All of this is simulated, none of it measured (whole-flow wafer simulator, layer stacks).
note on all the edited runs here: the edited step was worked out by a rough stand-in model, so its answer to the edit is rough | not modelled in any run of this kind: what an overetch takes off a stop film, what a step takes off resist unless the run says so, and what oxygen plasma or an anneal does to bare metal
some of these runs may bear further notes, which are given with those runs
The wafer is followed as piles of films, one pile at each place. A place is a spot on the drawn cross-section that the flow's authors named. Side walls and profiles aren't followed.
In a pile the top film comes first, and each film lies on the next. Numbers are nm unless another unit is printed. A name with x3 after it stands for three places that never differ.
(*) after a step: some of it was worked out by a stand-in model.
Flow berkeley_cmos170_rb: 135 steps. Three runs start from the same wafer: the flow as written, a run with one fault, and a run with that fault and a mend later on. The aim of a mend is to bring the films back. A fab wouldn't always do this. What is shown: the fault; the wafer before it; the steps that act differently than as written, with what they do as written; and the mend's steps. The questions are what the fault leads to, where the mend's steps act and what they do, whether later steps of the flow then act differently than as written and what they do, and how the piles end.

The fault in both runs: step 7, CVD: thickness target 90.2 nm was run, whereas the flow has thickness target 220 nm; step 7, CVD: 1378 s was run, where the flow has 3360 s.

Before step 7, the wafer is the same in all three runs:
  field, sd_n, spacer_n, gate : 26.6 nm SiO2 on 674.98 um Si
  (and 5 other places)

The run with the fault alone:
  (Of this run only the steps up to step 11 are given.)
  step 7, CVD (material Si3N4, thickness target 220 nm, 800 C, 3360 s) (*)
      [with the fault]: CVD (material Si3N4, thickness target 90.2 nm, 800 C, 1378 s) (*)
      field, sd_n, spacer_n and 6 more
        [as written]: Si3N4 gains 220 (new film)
        [with the fault]: Si3N4 gains 90.2 (new film)
  None of the later steps of the flow up to step 11 acts differently than as written at any place that is followed.
  The piles after step 11 differ from the flow's at field, sd_n, spacer_n and 6 more by more than 2% or 0.5 nm, whichever is larger.
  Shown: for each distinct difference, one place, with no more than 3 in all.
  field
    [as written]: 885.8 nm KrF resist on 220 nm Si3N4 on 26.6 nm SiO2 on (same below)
    [with the fault]: 885.8 nm KrF resist on 90.2 nm Si3N4 on 26.6 nm SiO2 on (same below)
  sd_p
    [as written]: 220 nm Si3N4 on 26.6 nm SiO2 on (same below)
    [with the fault]: 90.2 nm Si3N4 on 26.6 nm SiO2 on (same below)

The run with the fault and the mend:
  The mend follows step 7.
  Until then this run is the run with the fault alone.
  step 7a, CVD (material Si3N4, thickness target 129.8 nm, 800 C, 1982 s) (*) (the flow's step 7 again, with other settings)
      field, sd_n, spacer_n and 6 more
        Si3N4 gains 129.8
  None of the later steps of the flow acts differently than as written at any place that is followed.
  By the end, the piles equal the flow's at every place that both follow.
